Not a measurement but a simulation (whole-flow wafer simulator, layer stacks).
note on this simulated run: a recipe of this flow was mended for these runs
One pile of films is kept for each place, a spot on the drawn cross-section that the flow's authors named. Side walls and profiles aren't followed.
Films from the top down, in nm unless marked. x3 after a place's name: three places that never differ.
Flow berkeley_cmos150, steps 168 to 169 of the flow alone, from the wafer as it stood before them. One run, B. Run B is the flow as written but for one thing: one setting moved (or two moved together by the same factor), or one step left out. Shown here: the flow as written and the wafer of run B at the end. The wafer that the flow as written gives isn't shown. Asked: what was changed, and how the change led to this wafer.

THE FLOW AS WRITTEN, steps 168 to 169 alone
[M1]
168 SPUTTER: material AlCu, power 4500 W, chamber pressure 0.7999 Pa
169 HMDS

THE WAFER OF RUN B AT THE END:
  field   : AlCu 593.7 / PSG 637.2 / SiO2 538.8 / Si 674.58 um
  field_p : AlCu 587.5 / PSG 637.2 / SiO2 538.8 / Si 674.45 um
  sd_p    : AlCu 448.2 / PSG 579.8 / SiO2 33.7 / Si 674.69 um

The cause: step 168, SPUTTER: power 4260 W was run, where the flow has power 4500 W.

How the change led to this, step by step:
  168 SPUTTER: material AlCu, power 4500 W, chamber pressure 0.7999 Pa
      field, sd_n, gate_n, m1: AlCu +593.7 (new film) (as written it would be: AlCu +626.1 (new film))
      field_p: AlCu +587.5 (new film) (as written it would be: AlCu +619.8 (new film))
      (and at 3 more places)
